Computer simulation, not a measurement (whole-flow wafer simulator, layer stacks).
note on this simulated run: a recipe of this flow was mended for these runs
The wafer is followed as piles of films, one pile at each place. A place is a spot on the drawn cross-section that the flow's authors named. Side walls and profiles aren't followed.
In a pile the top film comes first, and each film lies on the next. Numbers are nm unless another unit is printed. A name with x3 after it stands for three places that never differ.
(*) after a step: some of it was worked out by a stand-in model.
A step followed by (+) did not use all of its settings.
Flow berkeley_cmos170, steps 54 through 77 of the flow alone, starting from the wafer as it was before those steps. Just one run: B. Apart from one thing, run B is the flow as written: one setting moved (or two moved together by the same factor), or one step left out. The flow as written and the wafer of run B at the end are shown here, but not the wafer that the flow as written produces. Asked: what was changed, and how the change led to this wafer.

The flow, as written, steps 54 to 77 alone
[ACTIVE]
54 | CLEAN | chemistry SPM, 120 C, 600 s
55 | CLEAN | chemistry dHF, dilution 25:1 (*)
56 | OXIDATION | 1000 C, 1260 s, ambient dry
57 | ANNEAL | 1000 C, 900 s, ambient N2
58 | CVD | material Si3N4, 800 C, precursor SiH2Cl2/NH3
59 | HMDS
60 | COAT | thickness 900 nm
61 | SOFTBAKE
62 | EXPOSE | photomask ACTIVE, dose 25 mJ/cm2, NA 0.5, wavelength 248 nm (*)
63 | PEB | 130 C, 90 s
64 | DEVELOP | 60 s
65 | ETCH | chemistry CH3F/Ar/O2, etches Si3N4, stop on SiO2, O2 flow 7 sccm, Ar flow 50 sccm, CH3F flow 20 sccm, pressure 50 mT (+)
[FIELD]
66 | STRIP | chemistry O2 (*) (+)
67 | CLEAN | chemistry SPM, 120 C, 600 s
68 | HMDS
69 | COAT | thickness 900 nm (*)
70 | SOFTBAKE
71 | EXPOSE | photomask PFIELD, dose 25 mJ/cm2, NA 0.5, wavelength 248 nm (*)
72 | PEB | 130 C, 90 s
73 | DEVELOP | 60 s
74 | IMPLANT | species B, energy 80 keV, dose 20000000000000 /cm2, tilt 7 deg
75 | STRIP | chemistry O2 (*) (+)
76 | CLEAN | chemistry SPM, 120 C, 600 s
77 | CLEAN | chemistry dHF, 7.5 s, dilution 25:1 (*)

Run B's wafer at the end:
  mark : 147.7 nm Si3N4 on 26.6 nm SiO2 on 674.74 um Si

The reason: step 58, CVD: 768 C was run, whereas the flow has 800 C.

The path from the change to this, step by step:
  58 | CVD | material Si3N4, 800 C, precursor SiH2Cl2/NH3
      field, mark, sd_n and 10 more: Si3N4 gains 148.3 (new film) (it would be, as written: Si3N4 gains 220 (new film))
  65 | ETCH | chemistry CH3F/Ar/O2, etches Si3N4, stop on SiO2, O2 flow 7 sccm, Ar flow 50 sccm, CH3F flow 20 sccm, pressure 50 mT (+)
      mark, sd_n, spacer_n and 9 more: KrF-resist loses 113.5 (it would be, as written: KrF-resist loses 161.3)
      field: Si3N4 loses 148.3 (all of it), SiO2 loses 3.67 (it would be, as written: Si3N4 loses 220 (all of it), SiO2 loses 3.67)
  66 | STRIP | chemistry O2 (*) (+)
      mark, sd_n, spacer_n and 9 more: KrF-resist loses 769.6 (all of it) (it would be, as written: KrF-resist loses 721.7 (all of it))
  69 | COAT | thickness 900 nm (*)
      sd_n: KrF-resist gains 819.9 (new film) (it would be, as written: KrF-resist gains 784.1 (new film))
      spacer_n: KrF-resist gains 844.9 (new film) (it would be, as written: KrF-resist gains 820.2 (new film))
      (as well as at 9 more places)
  75 | STRIP | chemistry O2 (*) (+)
      sd_n: KrF-resist loses 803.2 (all of it) (it would be, as written: KrF-resist loses 767.4 (all of it))
      spacer_n: KrF-resist loses 828.2 (all of it) (it would be, as written: KrF-resist loses 803.4 (all of it))
      (as well as at 9 more places)
